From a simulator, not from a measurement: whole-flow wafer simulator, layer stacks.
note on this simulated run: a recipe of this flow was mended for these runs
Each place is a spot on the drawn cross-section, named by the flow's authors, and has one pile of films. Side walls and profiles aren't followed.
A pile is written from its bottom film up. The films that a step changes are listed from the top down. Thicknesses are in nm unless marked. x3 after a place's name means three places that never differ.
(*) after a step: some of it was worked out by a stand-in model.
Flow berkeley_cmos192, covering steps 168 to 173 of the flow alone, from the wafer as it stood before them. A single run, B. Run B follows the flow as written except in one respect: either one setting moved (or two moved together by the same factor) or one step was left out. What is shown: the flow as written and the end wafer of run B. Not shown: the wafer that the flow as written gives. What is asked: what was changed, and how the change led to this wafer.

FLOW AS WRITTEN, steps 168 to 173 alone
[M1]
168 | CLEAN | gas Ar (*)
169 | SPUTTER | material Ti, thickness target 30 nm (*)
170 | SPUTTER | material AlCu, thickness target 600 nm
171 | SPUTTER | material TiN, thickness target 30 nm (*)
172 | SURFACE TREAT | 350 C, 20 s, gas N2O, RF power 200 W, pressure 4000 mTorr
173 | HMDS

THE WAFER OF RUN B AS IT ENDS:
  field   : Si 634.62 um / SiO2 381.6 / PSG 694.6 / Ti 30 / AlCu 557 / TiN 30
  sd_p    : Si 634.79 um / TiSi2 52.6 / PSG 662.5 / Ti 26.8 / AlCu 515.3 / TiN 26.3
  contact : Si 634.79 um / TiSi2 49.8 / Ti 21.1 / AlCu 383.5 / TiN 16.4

Cause: step 170, SPUTTER: thickness target 557 nm was run, while the flow as written has thickness target 600 nm.
One can read it off the wafer: field has AlCu 557, and step 170 as written asks for 600 nm.

Step by step, how the change led to this:
  170 | SPUTTER | material AlCu, thickness target 600 nm
      field, sd_n, spacer_n, gate, spacer_p, gate_p, m1: +557 AlCu (new film) (as written it would have been: +600 AlCu (new film))
      sd_p: +515.3 AlCu (new film) (as written it would have been: +557.4 AlCu (new film))
      (and at 1 other place as well)
